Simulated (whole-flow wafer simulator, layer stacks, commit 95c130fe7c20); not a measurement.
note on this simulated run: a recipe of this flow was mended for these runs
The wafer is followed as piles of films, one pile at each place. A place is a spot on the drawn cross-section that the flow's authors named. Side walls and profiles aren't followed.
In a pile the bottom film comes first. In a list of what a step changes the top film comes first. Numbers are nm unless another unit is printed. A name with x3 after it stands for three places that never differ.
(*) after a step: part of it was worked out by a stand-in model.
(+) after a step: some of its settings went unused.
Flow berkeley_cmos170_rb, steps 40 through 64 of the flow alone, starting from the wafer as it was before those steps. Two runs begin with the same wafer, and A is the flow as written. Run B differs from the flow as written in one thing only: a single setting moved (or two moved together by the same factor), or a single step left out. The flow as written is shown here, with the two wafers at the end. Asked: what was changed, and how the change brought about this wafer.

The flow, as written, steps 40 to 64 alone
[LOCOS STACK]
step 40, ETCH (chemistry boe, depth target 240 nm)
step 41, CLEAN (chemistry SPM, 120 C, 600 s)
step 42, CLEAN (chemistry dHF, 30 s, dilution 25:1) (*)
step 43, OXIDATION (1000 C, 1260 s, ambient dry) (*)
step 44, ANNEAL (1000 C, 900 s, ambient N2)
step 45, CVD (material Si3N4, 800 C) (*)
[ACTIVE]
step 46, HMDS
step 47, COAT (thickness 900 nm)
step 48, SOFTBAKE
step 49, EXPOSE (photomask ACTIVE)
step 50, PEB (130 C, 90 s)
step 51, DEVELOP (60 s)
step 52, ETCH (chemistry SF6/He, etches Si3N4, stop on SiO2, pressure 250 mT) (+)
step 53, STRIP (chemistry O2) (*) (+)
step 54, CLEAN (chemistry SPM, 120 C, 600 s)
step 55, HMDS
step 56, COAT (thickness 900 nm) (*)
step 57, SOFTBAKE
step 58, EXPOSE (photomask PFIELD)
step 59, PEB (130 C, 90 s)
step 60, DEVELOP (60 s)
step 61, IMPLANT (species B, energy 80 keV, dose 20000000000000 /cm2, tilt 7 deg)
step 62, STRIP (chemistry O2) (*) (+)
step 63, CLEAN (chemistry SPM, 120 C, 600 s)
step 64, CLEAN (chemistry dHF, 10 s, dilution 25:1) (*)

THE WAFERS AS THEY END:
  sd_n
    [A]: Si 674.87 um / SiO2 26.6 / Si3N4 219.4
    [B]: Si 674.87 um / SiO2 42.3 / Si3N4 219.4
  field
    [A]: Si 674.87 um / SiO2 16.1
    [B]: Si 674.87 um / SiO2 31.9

What caused this: step 40, ETCH: depth target 170 nm was run, though the flow has depth target 240 nm.

The path from the change to this, step by step:
  step 40, ETCH (chemistry boe, depth target 240 nm)
      field, sd_n, spacer_n and 6 more: A SiO2 loses 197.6 (all of it) | B SiO2 loses 170
  step 41, CLEAN (chemistry SPM, 120 C, 600 s)
      field, sd_n, spacer_n and 6 more: A chemical SiO2 gains 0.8 (new film), Si loses 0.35 | B nothing
  step 42, CLEAN (chemistry dHF, 30 s, dilution 25:1) (*)
      field, sd_n, spacer_n and 6 more: A chemical SiO2 loses 0.8 (all of it) | B SiO2 loses 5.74
  step 43, OXIDATION (1000 C, 1260 s, ambient dry) (*)
      field, sd_n, spacer_n and 6 more: A SiO2 gains 26.6 (new film), Si loses 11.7 | B SiO2 gains 20.4, Si loses 8.97
